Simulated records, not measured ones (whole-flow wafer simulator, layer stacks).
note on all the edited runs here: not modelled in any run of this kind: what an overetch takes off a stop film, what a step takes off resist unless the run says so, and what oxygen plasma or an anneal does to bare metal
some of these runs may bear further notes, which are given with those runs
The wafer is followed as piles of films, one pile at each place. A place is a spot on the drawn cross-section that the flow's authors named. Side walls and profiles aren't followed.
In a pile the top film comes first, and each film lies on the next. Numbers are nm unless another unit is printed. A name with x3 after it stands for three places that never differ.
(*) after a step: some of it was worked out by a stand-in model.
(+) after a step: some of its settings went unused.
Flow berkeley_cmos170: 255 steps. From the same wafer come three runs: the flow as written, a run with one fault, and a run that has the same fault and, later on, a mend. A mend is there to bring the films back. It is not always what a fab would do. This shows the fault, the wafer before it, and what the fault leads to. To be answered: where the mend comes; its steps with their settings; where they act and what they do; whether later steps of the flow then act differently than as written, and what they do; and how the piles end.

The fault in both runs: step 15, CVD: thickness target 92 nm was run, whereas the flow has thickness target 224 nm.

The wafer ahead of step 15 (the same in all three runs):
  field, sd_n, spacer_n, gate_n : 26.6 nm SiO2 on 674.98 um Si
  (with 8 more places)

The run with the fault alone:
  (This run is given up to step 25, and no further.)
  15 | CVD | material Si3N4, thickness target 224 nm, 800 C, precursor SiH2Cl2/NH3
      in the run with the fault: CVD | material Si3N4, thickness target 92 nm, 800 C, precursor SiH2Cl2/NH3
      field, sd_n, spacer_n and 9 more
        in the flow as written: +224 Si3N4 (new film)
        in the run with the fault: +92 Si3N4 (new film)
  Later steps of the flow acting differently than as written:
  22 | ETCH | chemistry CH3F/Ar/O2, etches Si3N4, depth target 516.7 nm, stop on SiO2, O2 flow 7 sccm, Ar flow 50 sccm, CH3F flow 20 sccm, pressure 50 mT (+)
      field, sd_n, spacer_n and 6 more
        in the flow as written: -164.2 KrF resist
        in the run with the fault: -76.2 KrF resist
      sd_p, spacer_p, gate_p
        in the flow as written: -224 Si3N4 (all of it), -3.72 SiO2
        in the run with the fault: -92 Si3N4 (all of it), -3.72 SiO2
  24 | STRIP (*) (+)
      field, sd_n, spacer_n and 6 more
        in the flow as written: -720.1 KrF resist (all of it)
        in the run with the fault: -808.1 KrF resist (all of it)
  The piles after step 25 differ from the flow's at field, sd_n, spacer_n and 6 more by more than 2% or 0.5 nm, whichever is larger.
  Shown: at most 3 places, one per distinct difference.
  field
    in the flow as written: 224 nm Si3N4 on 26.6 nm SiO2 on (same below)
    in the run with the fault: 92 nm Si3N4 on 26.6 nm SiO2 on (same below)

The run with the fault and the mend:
  After step 21 comes the mend.
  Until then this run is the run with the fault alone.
  21a | STRIP (*) (+)
      field, sd_n, spacer_n and 6 more
        -884.4 KrF resist (all of it)
  21b | CLEAN | chemistry SPM
      does not change any film at any place that is followed
  21c | CVD | material Si3N4, thickness target 132 nm, 800 C, precursor SiH2Cl2/NH3 (the flow's step 15 again, with other settings)
      field, sd_n, spacer_n and 9 more
        +132 Si3N4
  21d | HMDS (the flow's step 16 again)
      does not change any film at any place that is followed
  21e | COAT | KrF resist, thickness 900 nm (the flow's step 17 again)
      field, sd_n, spacer_n and 9 more
        +900 KrF resist (new film)
  21f | SOFTBAKE | KrF resist (the flow's step 18 again)
      does not change any film at any place that is followed
  21g | EXPOSE | photomask NWELL, dose 25 mJ/cm2, NA 0.5, wavelength 248 nm (*) (the flow's step 19 again)
      does not change any film at any place that is followed
  21h | PEB | KrF resist, 130 C (the flow's step 20 again)
      field, sd_n, spacer_n and 9 more
        -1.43 KrF resist
  21i | DEVELOP | KrF resist, thickness 900 nm, developer developer-D-0.26N (the flow's step 21 again)
      field, sd_n, spacer_n and 6 more
        -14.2 KrF resist
      sd_p, spacer_p, gate_p
        -898.6 KrF resist (all of it)
  Later steps of the flow that are run all act as written at every place that is followed.
  At every place that both follow, the piles at the end match the flow's.
